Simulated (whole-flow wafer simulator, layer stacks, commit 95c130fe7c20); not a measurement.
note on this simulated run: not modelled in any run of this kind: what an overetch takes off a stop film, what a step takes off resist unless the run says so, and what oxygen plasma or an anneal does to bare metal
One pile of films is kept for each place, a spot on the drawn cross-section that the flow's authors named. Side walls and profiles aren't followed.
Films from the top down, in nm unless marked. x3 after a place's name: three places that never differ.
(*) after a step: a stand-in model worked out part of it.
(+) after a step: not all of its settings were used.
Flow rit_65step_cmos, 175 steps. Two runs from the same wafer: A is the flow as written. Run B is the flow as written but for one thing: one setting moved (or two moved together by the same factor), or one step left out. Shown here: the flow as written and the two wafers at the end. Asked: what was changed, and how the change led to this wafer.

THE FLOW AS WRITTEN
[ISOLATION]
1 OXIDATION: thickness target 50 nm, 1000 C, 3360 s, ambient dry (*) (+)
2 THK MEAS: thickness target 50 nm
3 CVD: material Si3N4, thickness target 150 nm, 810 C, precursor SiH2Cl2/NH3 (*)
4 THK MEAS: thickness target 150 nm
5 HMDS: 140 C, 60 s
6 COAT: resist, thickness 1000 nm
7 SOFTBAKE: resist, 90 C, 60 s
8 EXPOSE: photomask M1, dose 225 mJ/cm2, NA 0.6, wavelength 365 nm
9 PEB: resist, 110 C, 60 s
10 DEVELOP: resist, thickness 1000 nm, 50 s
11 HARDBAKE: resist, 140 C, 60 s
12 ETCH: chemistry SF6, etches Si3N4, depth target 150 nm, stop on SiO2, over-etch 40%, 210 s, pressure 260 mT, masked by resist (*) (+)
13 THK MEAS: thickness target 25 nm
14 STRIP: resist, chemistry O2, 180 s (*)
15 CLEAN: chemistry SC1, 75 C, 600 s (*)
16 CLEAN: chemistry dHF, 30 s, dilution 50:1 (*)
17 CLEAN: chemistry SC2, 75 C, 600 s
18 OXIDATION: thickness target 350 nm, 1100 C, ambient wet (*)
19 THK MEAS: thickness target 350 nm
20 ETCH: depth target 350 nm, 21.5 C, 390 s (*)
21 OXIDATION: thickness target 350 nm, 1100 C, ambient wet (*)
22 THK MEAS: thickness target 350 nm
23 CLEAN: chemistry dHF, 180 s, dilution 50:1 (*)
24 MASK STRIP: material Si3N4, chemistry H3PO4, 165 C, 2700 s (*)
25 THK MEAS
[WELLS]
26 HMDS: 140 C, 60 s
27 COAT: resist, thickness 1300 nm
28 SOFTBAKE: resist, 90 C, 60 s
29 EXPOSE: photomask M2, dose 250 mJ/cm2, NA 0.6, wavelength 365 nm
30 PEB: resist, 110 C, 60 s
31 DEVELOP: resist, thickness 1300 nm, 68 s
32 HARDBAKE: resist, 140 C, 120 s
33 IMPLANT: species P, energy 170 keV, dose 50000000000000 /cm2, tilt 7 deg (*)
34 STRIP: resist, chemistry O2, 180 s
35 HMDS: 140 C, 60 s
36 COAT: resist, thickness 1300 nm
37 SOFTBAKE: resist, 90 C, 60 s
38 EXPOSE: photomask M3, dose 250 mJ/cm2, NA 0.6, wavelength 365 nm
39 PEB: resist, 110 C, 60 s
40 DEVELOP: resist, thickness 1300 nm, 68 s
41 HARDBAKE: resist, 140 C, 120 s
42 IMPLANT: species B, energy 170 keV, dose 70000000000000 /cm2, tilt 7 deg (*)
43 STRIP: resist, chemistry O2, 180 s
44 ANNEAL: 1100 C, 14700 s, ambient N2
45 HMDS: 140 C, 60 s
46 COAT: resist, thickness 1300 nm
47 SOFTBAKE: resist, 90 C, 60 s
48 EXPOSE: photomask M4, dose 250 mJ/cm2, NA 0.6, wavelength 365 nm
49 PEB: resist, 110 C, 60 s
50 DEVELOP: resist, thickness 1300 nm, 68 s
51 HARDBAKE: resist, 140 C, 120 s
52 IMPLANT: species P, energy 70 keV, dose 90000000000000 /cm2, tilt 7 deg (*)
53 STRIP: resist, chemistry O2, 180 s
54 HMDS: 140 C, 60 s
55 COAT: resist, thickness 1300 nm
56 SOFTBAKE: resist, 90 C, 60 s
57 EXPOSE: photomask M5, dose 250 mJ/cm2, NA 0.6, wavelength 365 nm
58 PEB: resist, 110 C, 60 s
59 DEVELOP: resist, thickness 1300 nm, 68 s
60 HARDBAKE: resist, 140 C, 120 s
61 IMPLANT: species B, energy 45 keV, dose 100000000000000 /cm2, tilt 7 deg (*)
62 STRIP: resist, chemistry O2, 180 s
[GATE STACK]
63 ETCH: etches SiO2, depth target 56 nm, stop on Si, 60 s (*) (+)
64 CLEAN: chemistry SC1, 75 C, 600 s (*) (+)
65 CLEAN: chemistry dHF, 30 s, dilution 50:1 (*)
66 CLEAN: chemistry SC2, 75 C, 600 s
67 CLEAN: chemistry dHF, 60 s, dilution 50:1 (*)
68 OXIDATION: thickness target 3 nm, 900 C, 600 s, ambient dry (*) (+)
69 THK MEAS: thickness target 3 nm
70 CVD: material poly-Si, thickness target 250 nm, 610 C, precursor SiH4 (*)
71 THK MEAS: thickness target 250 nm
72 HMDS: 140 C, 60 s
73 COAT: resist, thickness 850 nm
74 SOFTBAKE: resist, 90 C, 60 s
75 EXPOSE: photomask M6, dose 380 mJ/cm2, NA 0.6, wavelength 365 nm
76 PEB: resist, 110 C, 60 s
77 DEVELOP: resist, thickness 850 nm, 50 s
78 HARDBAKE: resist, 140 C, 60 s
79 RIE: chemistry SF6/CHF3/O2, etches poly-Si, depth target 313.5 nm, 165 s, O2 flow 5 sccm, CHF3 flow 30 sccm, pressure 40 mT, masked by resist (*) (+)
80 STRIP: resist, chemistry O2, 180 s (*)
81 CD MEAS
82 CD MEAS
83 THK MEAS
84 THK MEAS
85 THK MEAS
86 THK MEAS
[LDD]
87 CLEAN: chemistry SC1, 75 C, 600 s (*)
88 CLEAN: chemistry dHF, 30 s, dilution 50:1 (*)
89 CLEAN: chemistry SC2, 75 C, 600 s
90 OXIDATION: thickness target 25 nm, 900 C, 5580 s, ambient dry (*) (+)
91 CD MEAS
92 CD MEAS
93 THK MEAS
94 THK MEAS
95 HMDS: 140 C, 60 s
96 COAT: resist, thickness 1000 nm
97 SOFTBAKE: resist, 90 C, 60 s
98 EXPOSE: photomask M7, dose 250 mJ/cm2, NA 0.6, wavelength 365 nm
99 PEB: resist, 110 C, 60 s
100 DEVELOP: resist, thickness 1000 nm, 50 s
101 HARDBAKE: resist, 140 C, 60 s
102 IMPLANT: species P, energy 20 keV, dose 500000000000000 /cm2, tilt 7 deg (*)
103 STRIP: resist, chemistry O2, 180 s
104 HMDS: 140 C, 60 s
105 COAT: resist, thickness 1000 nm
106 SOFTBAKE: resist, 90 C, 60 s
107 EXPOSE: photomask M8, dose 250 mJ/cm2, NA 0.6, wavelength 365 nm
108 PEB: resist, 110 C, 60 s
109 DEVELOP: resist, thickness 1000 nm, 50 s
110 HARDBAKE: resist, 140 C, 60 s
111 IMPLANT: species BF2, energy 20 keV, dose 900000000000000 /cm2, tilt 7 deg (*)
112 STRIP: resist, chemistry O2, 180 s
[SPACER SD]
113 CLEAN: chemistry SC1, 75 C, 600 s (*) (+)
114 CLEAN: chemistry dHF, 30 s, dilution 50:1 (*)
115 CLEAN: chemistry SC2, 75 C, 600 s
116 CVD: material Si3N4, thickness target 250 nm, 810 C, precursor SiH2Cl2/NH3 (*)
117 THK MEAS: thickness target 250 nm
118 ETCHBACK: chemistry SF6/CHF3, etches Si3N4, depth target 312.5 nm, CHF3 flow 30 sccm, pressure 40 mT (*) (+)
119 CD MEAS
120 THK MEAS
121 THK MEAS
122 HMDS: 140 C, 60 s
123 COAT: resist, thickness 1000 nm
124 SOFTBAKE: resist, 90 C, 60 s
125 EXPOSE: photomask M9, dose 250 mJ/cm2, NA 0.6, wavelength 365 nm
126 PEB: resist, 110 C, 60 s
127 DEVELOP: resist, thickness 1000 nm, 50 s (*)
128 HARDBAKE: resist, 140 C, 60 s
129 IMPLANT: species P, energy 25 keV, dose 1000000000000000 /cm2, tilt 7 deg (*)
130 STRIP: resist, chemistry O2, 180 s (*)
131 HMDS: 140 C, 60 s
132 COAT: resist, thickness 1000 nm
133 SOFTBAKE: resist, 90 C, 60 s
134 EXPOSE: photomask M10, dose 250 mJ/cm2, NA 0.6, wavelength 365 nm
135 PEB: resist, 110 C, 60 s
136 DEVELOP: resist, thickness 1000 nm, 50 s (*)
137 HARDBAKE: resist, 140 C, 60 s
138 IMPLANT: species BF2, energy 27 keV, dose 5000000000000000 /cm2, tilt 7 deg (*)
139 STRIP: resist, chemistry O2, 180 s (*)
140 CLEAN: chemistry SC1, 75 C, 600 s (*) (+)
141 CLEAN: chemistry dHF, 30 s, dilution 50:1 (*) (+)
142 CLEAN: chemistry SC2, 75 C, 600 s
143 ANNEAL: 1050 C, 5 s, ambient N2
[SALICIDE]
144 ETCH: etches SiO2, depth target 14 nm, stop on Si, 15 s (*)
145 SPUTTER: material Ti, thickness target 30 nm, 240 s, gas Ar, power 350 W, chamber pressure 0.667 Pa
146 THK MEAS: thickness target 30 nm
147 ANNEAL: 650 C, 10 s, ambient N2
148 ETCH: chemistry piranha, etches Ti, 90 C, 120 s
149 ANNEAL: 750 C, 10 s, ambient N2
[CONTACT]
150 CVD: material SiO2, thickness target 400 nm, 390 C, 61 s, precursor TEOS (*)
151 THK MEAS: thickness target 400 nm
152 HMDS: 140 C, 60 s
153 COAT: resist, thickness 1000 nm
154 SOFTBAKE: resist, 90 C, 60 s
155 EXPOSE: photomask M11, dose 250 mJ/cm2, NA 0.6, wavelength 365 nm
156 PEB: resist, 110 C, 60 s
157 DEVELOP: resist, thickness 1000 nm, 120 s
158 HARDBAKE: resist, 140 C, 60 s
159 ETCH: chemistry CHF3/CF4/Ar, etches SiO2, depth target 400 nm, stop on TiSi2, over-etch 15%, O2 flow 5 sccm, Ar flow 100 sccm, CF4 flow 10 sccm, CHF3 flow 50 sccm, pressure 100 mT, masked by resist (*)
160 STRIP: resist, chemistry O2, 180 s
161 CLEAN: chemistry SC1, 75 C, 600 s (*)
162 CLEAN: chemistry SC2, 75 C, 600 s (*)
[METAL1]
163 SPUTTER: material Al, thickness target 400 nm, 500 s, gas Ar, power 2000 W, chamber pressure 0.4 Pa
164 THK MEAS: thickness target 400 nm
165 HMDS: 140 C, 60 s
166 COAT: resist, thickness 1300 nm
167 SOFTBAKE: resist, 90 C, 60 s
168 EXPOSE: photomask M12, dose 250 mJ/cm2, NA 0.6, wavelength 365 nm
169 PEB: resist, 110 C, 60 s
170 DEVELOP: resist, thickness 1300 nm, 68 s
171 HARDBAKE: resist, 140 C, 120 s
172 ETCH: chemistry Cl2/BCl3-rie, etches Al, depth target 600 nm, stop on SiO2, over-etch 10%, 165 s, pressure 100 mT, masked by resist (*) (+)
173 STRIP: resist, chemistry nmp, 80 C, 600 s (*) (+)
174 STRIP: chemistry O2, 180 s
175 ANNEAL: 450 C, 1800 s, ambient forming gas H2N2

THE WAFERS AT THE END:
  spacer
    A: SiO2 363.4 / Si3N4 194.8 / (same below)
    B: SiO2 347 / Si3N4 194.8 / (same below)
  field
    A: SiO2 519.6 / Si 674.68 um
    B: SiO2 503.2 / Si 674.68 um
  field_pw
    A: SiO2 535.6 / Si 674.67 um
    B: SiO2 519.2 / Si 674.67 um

The cause: step 163, SPUTTER: power 1344 W was run, where the flow has power 2000 W.

How the change led to this, step by step:
  163 SPUTTER: material Al, thickness target 400 nm, 500 s, gas Ar, power 2000 W, chamber pressure 0.4 Pa
      field, field_p, spacer, spacer_p: A Al +400 (new film) | B Al +268.8 (new film)
      gate_n, gate_p: A Al +396 (new film) | B Al +268.8 (new film)
      (and at 2 more places)
  172 ETCH: chemistry Cl2/BCl3-rie, etches Al, depth target 600 nm, stop on SiO2, over-etch 10%, 165 s, pressure 100 mT, masked by resist (*) (+)
      field, field_p, spacer, spacer_p: A Al -400 (all of it), SiO2 -32.5 | B Al -268.8 (all of it), SiO2 -48.9
      gate_n, gate_p: A Al -396 (all of it), SiO2 -33 | B Al -268.8 (all of it), SiO2 -48.9
      (and at 2 more places)
